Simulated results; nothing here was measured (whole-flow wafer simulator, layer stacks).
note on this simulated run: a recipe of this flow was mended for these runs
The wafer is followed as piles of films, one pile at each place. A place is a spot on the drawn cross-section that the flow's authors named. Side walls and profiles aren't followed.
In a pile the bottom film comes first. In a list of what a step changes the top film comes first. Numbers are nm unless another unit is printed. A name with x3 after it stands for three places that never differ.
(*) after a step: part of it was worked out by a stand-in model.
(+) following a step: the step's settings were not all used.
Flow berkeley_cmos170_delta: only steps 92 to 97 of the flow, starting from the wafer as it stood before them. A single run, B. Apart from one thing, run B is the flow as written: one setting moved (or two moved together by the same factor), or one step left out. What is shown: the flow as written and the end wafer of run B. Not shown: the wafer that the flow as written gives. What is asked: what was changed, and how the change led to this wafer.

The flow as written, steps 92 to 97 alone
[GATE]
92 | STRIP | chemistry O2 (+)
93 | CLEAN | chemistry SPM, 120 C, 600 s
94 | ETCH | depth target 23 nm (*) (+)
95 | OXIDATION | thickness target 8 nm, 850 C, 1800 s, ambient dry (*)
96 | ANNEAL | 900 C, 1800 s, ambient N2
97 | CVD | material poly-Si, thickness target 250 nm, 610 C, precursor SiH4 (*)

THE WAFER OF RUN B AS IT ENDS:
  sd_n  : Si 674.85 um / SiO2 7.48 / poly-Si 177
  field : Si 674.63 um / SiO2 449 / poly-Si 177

The reason: step 97, CVD: thickness target 177 nm was run, while the flow as written has thickness target 250 nm.
The wafer itself shows it: sd_n has poly-Si 177, and step 97 as written asks for 250 nm.

How this came from the change, step by step:
  97 | CVD | material poly-Si, thickness target 250 nm, 610 C, precursor SiH4 (*)
      field, sd_n, spacer_n, gate, sd_p, spacer_p x2, contact, m1: poly-Si gains 177 (new film) (as written it would have been: poly-Si gains 250 (new film))
